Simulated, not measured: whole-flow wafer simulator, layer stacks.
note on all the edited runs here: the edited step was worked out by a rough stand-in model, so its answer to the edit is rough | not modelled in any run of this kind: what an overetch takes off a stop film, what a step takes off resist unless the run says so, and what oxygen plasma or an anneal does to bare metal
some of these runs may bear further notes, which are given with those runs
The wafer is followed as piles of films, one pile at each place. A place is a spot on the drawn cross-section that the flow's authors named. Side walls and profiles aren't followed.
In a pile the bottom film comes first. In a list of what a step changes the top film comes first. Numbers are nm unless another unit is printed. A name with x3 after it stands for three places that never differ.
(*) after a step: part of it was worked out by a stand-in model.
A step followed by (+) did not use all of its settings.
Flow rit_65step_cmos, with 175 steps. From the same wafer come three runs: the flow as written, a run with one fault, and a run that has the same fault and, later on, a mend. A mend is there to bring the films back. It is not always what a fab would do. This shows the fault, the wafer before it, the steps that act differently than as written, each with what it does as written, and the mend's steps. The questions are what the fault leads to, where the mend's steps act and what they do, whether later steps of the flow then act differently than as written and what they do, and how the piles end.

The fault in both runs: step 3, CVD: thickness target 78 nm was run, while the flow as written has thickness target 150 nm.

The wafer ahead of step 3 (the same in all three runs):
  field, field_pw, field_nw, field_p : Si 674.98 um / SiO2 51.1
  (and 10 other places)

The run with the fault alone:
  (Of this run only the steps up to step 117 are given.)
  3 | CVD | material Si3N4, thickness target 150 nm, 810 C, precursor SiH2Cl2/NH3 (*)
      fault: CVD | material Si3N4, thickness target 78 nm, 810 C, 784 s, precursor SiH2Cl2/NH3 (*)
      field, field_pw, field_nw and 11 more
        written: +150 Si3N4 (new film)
        fault: +78 Si3N4 (new film)
  Later steps of the flow acting differently than as written (37 other steps are not shown; they differ only slightly, by no more than 2% or 0.5 nm, whichever is larger):
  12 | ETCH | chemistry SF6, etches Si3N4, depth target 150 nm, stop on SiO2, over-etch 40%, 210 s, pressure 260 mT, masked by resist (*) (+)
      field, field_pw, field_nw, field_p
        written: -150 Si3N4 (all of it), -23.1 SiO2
        fault: -78 Si3N4 (all of it), -50.8 SiO2
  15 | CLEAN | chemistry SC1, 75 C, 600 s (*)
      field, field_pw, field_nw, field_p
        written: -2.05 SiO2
        fault: +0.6 chemical SiO2 (new film), -0.3 SiO2 (all of it), -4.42 Si
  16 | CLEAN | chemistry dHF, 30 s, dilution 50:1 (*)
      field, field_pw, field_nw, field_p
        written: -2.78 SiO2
        fault: -0.6 chemical SiO2 (all of it)
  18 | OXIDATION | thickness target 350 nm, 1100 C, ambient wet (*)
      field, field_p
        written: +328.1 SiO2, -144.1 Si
        fault: +347.5 SiO2 (new film), -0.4 chemical SiO2 (all of it), -152.5 Si
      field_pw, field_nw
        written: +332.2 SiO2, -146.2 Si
        fault: +350 SiO2 (new film), -0.4 chemical SiO2 (all of it), -153.8 Si
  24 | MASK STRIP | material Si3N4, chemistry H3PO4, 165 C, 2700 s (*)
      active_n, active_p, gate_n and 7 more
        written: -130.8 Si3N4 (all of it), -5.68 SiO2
        fault: -58.8 Si3N4 (all of it), -8.43 SiO2
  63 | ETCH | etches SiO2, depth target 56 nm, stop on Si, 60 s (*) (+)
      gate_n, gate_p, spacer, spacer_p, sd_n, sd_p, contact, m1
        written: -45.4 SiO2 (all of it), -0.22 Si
        fault: -42.7 SiO2 (all of it), -0.27 Si
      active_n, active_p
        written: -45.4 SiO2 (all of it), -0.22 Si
        fault: -42.6 SiO2 (all of it), -0.27 Si
  The piles after step 117 are only slightly different from the flow's at the places that both follow, by no more than 2% or 0.5 nm, whichever is larger.

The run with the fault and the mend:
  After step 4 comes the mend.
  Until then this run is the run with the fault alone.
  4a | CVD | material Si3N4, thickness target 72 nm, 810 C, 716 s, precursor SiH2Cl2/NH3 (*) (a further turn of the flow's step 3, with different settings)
      field, field_pw, field_nw and 11 more
        +72 Si3N4
  Every later step of the flow that is run acts as written at every place that is followed.
  At every place that both follow, the piles at the end match the flow's.
